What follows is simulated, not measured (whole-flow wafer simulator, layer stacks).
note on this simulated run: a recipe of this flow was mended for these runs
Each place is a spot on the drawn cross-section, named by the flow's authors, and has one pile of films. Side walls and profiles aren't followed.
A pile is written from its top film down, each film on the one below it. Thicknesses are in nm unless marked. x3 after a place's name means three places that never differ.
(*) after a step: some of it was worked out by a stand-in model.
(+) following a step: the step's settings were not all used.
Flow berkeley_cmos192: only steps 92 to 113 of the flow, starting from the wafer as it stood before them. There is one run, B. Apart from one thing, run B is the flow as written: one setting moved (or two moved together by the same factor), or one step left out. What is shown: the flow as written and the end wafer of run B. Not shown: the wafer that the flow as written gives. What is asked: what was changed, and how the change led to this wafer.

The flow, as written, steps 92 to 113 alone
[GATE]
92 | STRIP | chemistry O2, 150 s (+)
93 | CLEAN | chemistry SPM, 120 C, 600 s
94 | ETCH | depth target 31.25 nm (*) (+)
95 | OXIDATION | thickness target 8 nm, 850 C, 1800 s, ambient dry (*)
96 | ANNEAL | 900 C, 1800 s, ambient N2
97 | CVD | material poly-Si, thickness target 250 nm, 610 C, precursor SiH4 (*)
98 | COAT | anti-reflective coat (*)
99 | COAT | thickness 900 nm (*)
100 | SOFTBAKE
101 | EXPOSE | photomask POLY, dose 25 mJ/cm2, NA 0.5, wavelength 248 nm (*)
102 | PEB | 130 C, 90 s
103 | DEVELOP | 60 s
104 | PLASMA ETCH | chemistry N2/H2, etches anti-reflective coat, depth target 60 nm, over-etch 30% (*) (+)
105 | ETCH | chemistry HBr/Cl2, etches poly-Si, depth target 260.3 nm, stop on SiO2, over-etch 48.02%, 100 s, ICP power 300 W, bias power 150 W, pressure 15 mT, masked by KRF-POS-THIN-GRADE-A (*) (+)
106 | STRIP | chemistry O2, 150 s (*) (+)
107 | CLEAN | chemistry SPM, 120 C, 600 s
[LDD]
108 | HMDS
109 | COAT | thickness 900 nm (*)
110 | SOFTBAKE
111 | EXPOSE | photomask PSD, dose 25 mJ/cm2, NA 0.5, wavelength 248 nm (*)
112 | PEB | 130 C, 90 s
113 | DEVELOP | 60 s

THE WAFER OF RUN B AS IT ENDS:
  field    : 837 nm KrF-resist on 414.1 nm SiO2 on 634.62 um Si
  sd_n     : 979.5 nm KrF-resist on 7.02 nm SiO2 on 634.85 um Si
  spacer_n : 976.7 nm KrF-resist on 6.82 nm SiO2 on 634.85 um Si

Cause: step 95, OXIDATION: thickness target 9.92 nm was run, whereas the flow has thickness target 8 nm; step 95, OXIDATION: 2232 s was run, where the flow has 1800 s.

The path from the change to this, step by step:
  95 | OXIDATION | thickness target 8 nm, 850 C, 1800 s, ambient dry (*)
      sd_n, spacer_n, gate, sd_p, spacer_p, gate_p, contact, m1: SiO2 gains 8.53 (new film), Si loses 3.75 (it would be, as written: SiO2 gains 7.48 (new film), Si loses 3.29)
